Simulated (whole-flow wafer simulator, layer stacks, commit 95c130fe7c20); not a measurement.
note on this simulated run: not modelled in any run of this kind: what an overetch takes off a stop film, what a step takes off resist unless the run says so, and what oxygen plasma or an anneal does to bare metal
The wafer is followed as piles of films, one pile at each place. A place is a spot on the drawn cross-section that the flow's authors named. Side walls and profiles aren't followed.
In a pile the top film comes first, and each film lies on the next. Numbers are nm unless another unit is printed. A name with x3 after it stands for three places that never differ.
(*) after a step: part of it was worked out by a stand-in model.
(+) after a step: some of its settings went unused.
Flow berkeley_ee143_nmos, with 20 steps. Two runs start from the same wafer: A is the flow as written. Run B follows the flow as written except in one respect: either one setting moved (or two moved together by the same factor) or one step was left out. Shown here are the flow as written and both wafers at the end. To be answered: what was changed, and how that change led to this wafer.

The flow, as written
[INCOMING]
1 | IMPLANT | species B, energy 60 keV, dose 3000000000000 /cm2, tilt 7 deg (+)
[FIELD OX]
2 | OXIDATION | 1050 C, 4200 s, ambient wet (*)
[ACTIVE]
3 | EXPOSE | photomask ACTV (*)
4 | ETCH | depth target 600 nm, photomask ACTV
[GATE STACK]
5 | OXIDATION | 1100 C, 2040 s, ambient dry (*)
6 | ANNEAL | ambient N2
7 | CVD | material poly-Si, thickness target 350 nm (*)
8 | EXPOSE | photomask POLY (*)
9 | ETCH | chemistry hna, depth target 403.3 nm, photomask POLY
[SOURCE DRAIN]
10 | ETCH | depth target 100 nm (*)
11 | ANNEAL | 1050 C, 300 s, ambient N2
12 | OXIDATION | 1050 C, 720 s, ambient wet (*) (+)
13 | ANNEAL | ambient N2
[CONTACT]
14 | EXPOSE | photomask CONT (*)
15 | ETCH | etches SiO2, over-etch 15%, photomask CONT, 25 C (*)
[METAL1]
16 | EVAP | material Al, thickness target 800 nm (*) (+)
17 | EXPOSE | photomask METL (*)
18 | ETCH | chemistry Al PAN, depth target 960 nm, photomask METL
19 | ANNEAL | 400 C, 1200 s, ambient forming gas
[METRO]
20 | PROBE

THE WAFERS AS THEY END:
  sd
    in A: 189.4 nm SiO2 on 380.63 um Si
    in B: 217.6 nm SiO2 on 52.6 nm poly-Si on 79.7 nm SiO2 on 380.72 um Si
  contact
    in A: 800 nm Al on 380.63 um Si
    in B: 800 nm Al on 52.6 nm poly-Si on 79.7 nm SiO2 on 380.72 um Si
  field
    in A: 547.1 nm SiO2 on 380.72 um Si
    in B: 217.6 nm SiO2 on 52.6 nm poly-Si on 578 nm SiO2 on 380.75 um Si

What caused this: step 9, ETCH: depth target 201.7 nm was run, whereas the flow has depth target 403.3 nm.

How this came from the change, step by step:
  9 | ETCH | chemistry hna, depth target 403.3 nm, photomask POLY
      sd, contact, field: A poly-Si loses 350 (all of it) | B poly-Si loses 201.7
  10 | ETCH | depth target 100 nm (*)
      sd, contact: A SiO2 loses 79.7 (all of it) | B nothing
      field: A SiO2 loses 100 | B nothing
  12 | OXIDATION | 1050 C, 720 s, ambient wet (*) (+)
      sd, contact: A SiO2 gains 189.4 (new film), Si loses 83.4 | B SiO2 gains 217.6 (new film), poly-Si loses 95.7
      field: A SiO2 gains 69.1, Si loses 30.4 | B SiO2 gains 217.6 (new film), poly-Si loses 95.7
  15 | ETCH | etches SiO2, over-etch 15%, photomask CONT, 25 C (*)
      contact: A SiO2 loses 189.4 (all of it) | B SiO2 loses 217.6 (all of it)
